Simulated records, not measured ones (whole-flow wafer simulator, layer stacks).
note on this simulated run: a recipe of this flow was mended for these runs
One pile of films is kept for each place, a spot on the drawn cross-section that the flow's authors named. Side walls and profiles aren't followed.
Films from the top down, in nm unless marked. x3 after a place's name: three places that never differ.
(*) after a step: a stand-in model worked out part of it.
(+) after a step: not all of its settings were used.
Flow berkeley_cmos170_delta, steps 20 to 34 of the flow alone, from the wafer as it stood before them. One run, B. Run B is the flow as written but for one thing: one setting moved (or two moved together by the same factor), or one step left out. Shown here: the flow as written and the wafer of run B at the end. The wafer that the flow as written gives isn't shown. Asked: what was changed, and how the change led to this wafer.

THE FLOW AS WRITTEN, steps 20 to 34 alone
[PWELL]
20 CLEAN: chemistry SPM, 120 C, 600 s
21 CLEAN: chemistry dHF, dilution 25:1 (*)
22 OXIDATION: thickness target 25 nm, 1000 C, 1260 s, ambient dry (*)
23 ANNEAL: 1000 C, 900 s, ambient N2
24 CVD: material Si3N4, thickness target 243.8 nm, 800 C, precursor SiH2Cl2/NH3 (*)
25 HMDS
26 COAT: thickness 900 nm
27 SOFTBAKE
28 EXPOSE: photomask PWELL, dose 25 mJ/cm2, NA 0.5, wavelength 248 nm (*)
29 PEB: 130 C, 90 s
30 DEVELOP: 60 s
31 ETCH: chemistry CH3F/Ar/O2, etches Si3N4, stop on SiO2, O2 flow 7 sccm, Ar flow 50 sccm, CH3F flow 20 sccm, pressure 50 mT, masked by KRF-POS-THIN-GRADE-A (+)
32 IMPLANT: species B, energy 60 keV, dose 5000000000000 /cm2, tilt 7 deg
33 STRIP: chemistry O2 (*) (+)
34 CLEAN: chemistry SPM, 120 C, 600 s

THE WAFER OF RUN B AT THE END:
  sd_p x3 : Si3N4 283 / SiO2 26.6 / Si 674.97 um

The cause: step 24, CVD: thickness target 283 nm was run, where the flow has thickness target 243.8 nm.
It can be read off the wafer: sd_p x3 has Si3N4 283, and step 24 as written asks for 243.8 nm.

How the change led to this, step by step:
  24 CVD: material Si3N4, thickness target 243.8 nm, 800 C, precursor SiH2Cl2/NH3 (*)
      field x6, sd_p x3: Si3N4 +283 (new film) (as written it would be: Si3N4 +243.8 (new film))
  31 ETCH: chemistry CH3F/Ar/O2, etches Si3N4, stop on SiO2, O2 flow 7 sccm, Ar flow 50 sccm, CH3F flow 20 sccm, pressure 50 mT, masked by KRF-POS-THIN-GRADE-A (+)
      field x6: Si3N4 -283 (all of it), SiO2 -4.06 (as written it would be: Si3N4 -243.8 (all of it), SiO2 -4.06)
      sd_p x3: KrF-resist -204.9 (as written it would be: KrF-resist -178.8)
  33 STRIP: chemistry O2 (*) (+)
      sd_p x3: KrF-resist -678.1 (all of it) (as written it would be: KrF-resist -704.3 (all of it))
